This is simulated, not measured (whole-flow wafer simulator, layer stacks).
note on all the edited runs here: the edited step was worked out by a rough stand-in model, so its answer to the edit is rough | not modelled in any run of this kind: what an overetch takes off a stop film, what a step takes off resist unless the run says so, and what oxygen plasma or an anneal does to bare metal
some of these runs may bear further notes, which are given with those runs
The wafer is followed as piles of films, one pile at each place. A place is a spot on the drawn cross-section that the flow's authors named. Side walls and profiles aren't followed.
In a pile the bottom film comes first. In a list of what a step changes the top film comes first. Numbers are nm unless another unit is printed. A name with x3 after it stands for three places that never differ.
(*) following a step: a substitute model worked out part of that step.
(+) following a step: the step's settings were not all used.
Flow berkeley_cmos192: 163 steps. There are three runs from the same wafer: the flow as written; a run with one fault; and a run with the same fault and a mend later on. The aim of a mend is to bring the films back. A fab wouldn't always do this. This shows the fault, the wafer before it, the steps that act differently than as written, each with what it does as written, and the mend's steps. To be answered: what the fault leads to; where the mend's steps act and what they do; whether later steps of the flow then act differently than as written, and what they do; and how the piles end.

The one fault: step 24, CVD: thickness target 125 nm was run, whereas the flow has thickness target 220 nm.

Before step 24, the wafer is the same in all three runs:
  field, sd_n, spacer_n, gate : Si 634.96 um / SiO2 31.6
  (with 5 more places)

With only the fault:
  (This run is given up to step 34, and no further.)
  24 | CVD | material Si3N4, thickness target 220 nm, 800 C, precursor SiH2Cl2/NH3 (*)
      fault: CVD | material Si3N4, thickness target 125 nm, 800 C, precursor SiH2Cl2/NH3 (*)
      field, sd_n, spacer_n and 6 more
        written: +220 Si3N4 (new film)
        fault: +125 Si3N4 (new film)
  Later steps of the flow acting differently than as written:
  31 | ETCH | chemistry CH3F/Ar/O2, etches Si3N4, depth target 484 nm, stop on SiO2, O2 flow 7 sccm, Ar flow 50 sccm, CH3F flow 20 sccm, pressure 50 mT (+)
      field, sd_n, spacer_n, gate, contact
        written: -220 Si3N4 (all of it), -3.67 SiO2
        fault: -125 Si3N4 (all of it), -3.67 SiO2
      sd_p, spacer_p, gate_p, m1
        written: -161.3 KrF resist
        fault: -98 KrF resist
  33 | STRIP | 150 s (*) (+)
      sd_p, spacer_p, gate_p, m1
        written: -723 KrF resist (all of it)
        fault: -786.4 KrF resist (all of it)
  Once step 34 is done, the piles at sd_p, spacer_p, gate_p, m1 depart from the flow's by more than 2% or 0.5 nm, whichever is larger.
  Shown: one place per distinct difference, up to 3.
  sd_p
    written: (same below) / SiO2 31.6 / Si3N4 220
    fault: (same below) / SiO2 31.6 / Si3N4 125

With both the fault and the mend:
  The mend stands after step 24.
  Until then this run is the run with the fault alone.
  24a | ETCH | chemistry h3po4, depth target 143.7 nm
      field, sd_n, spacer_n and 6 more
        -125 Si3N4 (all of it)
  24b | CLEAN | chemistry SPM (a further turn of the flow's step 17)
      does not change any film at any place that is followed
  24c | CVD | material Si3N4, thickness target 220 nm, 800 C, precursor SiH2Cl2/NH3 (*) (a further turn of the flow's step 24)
      field, sd_n, spacer_n and 6 more
        +220 Si3N4 (new film)
  Every later step of the flow that is run acts as written at every place that is followed.
  The piles end the same as the flow's at every place that both follow.
